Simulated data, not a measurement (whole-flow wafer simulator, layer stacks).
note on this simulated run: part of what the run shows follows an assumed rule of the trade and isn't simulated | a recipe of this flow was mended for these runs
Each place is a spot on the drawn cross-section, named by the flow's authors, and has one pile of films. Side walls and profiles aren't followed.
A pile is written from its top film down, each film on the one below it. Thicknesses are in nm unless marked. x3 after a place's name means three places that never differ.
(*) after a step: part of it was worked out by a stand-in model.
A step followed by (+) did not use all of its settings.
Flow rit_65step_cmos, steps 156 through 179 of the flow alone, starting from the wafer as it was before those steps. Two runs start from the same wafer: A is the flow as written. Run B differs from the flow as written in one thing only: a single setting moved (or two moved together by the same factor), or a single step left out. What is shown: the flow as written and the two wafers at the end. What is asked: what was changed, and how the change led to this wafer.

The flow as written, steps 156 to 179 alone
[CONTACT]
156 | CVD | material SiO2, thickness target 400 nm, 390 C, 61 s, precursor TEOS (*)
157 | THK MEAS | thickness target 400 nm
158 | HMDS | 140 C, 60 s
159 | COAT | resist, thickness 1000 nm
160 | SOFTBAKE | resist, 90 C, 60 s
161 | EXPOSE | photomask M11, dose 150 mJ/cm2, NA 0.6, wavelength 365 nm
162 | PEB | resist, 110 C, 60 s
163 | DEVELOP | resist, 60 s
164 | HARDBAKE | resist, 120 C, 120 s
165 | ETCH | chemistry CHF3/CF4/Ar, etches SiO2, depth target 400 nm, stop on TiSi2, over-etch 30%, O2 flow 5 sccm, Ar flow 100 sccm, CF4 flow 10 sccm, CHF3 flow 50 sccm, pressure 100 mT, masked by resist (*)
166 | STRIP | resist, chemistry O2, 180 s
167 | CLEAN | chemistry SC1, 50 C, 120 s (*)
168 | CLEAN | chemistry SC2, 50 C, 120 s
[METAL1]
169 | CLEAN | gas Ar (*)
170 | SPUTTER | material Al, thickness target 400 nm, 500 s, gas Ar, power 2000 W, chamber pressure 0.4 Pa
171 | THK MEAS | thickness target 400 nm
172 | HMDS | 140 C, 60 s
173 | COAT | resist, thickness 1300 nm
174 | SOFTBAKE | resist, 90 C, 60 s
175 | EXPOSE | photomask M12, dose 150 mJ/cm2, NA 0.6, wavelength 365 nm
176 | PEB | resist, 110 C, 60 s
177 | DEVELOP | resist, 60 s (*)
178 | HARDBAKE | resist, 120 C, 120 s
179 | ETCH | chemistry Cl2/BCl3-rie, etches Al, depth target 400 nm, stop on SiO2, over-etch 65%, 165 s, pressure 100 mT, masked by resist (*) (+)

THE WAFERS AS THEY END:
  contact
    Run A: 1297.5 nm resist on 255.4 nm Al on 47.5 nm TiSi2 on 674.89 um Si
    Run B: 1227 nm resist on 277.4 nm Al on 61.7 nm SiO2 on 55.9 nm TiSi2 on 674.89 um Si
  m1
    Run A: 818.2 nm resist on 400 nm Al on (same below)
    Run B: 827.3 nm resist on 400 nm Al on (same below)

What caused this: step 165, ETCH: depth target 256 nm was run, while the flow as written has depth target 400 nm.

The path from the change to this, step by step:
  165 | ETCH | chemistry CHF3/CF4/Ar, etches SiO2, depth target 400 nm, stop on TiSi2, over-etch 30%, O2 flow 5 sccm, Ar flow 100 sccm, CF4 flow 10 sccm, CHF3 flow 50 sccm, pressure 100 mT, masked by resist (*)
      contact: A SiO2 loses 400 (all of it), TiSi2 loses 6 | B SiO2 loses 332.8
      field, field_pw, field_nw and 10 more: A resist loses 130 | B resist loses 83.2
  166 | STRIP | resist, chemistry O2, 180 s
      active_n, active_p: A resist loses 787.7 (all of it) | B resist loses 834.5 (all of it)
      field: A resist loses 847 (all of it) | B resist loses 893.8 (all of it)
      (also at 10 further places)
  169 | CLEAN | gas Ar (*)
      contact: A TiSi2 loses 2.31 | B SiO2 loses 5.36
  170 | SPUTTER | material Al, thickness target 400 nm, 500 s, gas Ar, power 2000 W, chamber pressure 0.4 Pa
      contact: A Al gains 255.4 (new film) | B Al gains 277.4 (new film)
  173 | COAT | resist, thickness 1300 nm
      contact: A resist gains 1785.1 (new film) | B resist gains 1707.2 (new film)
  176 | PEB | resist, 110 C, 60 s
      contact: A resist loses 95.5 | B resist loses 91.1
  178 | HARDBAKE | resist, 120 C, 120 s
      contact: A resist loses 62.1 | B resist loses 59.1
